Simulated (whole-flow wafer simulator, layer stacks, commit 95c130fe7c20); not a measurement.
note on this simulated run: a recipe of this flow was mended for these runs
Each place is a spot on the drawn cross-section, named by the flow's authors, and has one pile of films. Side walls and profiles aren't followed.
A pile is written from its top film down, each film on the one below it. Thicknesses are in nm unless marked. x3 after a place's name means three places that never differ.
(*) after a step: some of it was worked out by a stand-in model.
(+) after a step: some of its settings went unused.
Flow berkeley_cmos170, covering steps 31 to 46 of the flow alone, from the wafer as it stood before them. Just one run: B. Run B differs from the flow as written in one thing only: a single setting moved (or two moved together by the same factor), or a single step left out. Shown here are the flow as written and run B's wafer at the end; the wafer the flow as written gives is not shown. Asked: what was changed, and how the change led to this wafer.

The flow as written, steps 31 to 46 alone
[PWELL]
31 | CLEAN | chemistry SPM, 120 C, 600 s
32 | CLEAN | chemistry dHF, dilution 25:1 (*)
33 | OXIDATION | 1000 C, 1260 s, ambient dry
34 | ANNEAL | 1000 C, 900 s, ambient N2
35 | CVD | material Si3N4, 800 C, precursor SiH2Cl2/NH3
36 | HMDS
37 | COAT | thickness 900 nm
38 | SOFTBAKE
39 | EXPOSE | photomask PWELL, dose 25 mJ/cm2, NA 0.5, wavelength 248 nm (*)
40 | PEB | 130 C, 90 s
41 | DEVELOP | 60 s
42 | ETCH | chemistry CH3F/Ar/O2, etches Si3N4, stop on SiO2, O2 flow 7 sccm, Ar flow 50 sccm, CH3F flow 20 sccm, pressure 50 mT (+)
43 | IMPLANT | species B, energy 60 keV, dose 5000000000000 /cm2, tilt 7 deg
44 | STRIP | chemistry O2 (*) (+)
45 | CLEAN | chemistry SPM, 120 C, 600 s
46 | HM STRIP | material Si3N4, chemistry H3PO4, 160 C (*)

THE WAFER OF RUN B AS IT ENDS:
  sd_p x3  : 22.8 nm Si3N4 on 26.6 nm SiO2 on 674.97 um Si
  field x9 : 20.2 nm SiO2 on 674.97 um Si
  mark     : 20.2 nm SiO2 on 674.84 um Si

The reason: step 46, HM STRIP: 139 C was run, whereas the flow has 160 C.

Step by step, how the change led to this:
  46 | HM STRIP | material Si3N4, chemistry H3PO4, 160 C (*)
      sd_p x3: -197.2 Si3N4 (it would be, as written: -220 Si3N4 (all of it), -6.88 SiO2)
      field x9, mark: -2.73 SiO2 (it would be, as written: -14 SiO2)
